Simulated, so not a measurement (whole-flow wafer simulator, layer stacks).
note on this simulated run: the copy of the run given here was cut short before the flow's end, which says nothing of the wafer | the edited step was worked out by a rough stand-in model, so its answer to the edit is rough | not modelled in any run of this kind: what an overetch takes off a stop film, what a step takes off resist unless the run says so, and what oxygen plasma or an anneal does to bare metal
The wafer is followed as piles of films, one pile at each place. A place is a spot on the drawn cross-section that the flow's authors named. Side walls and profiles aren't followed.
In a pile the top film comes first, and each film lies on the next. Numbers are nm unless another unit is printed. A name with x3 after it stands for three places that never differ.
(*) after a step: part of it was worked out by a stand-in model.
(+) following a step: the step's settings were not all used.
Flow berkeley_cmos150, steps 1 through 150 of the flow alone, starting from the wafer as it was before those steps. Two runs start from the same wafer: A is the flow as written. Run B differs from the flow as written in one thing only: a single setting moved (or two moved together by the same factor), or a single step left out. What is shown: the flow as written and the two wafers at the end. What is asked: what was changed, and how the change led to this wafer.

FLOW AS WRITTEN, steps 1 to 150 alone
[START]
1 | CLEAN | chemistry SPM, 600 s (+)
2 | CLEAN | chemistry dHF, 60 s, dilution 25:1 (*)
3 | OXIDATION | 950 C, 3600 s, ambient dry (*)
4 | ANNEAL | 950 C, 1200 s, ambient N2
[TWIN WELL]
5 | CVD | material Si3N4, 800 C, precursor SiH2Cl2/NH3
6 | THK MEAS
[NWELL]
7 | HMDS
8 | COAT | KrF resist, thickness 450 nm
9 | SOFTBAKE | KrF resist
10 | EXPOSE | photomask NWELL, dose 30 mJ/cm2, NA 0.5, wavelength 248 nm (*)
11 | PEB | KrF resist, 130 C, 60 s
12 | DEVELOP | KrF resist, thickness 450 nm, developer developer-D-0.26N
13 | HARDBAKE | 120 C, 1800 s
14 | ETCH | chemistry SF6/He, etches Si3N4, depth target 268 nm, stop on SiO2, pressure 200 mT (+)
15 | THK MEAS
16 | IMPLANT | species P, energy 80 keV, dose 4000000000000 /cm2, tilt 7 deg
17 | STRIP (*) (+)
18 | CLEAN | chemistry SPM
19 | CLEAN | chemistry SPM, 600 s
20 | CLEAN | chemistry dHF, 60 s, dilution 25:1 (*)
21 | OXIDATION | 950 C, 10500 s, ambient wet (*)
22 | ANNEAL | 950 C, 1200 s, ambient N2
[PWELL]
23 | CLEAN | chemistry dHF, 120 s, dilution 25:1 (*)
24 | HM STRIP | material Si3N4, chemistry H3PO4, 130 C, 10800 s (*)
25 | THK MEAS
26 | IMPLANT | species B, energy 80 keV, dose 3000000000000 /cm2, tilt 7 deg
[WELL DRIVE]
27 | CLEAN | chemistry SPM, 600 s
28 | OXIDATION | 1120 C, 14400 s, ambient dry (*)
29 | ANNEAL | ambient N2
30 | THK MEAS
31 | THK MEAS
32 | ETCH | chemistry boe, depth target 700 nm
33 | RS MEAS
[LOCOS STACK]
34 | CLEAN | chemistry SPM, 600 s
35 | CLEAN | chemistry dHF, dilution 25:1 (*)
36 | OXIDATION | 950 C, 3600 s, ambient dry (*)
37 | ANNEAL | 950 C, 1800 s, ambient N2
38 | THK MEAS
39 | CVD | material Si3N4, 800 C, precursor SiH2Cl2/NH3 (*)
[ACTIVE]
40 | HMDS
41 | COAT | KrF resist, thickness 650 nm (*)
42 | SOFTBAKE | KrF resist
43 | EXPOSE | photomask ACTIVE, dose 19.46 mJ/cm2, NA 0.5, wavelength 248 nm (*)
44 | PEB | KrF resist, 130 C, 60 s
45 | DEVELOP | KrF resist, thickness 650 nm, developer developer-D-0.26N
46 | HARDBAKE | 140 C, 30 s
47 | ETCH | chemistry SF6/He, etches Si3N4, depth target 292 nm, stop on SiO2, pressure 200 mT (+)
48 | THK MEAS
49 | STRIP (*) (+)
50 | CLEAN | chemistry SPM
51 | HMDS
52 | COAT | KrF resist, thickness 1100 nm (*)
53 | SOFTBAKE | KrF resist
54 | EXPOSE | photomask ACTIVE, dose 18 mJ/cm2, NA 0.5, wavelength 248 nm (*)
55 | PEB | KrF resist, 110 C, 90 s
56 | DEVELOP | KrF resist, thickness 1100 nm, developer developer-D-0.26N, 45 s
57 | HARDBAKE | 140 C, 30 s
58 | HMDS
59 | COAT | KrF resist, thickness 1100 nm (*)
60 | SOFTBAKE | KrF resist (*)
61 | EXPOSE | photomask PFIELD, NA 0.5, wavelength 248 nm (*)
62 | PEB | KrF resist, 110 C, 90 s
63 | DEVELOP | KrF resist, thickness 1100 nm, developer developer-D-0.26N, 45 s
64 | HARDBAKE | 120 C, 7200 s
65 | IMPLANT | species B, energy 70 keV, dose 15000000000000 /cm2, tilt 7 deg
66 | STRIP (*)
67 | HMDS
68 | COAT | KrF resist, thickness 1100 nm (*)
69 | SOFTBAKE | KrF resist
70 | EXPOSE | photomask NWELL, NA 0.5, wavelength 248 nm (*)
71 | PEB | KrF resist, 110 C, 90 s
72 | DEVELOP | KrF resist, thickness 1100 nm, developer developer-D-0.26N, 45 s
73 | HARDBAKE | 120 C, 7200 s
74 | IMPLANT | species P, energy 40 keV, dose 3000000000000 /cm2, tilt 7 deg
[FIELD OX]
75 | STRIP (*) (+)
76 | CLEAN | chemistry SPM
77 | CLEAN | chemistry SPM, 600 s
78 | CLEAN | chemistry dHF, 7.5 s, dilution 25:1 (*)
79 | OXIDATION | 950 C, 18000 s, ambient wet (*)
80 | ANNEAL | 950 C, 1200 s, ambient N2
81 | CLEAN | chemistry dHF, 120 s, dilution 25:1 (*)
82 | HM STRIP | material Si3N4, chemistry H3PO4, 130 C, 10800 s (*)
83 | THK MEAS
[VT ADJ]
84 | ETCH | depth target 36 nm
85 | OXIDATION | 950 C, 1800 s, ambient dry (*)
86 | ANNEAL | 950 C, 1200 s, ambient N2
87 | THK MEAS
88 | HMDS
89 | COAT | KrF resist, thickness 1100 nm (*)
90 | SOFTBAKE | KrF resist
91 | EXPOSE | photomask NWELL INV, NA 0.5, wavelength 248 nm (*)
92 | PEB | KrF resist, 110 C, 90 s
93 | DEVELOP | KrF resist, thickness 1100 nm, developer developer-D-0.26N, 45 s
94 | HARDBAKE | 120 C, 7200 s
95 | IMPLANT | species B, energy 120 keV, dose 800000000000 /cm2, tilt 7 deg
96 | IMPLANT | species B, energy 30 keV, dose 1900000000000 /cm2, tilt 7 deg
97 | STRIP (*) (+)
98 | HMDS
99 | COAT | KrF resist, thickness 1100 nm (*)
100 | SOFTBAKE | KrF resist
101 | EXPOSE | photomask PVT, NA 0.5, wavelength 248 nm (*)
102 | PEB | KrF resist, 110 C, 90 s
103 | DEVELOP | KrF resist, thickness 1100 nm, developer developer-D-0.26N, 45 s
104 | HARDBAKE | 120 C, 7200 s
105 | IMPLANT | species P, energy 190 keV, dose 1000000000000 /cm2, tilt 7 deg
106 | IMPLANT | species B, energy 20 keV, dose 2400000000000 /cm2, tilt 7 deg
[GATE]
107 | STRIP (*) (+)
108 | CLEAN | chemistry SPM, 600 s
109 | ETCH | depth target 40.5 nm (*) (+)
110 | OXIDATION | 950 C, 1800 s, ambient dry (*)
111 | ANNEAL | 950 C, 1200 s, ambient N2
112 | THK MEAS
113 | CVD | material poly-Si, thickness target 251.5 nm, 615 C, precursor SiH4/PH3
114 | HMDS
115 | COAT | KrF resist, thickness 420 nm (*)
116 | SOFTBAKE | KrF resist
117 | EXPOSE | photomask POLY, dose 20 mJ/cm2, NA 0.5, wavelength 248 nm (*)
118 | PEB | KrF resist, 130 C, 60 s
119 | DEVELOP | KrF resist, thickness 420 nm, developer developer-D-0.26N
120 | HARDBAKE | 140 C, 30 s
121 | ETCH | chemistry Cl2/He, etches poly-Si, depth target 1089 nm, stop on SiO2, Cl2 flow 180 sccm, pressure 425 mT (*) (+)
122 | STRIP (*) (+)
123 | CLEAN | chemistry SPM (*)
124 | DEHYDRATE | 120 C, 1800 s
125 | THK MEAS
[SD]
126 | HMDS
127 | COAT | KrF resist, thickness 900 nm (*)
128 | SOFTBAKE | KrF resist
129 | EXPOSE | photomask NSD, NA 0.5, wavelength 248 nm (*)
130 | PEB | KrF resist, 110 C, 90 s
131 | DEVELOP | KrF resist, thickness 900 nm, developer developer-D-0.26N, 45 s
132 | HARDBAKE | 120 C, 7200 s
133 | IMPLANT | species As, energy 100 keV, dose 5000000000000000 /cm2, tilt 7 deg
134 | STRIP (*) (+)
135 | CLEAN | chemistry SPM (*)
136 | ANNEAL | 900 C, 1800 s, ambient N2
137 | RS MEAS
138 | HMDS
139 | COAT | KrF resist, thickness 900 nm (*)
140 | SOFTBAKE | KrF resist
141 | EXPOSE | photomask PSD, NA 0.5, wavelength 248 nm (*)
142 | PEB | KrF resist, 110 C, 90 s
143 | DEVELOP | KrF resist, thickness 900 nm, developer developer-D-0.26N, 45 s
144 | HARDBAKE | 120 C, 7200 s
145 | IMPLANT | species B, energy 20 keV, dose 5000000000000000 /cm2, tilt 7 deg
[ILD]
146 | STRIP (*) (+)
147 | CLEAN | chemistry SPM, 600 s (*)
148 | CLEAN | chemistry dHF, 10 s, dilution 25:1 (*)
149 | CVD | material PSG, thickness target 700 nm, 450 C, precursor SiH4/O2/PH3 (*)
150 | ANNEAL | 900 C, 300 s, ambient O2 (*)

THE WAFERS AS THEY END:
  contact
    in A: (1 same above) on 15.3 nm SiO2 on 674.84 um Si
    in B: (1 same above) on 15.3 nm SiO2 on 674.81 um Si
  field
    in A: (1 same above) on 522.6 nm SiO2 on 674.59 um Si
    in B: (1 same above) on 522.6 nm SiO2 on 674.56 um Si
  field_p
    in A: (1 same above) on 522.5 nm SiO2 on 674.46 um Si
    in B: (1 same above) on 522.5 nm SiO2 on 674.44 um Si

The reason: step 28, OXIDATION: 20160 s was run, while the flow as written has 14400 s.

Step by step, how the change led to this:
  28 | OXIDATION | 1120 C, 14400 s, ambient dry (*)
      field, sd_n, gate_n, contact, m1: A +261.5 SiO2, -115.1 Si | B +322.3 SiO2, -141.8 Si
      field_p, sd_p, gate_p: A +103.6 SiO2, -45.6 Si | B +140.5 SiO2, -61.8 Si
  32 | ETCH | chemistry boe, depth target 700 nm
      field, sd_n, gate_n, contact, m1: A -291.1 SiO2 (all of it) | B -351.8 SiO2 (all of it)
      field_p, sd_p, gate_p: A -555.5 SiO2 (all of it) | B -592.4 SiO2 (all of it)
  41 | COAT | KrF resist, thickness 650 nm (*)
      field: A +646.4 KrF resist (new film) | B +619.2 KrF resist (new film)
  45 | DEVELOP | KrF resist, thickness 650 nm, developer developer-D-0.26N
      field: A -645.4 KrF resist (all of it) | B -618.2 KrF resist (all of it)
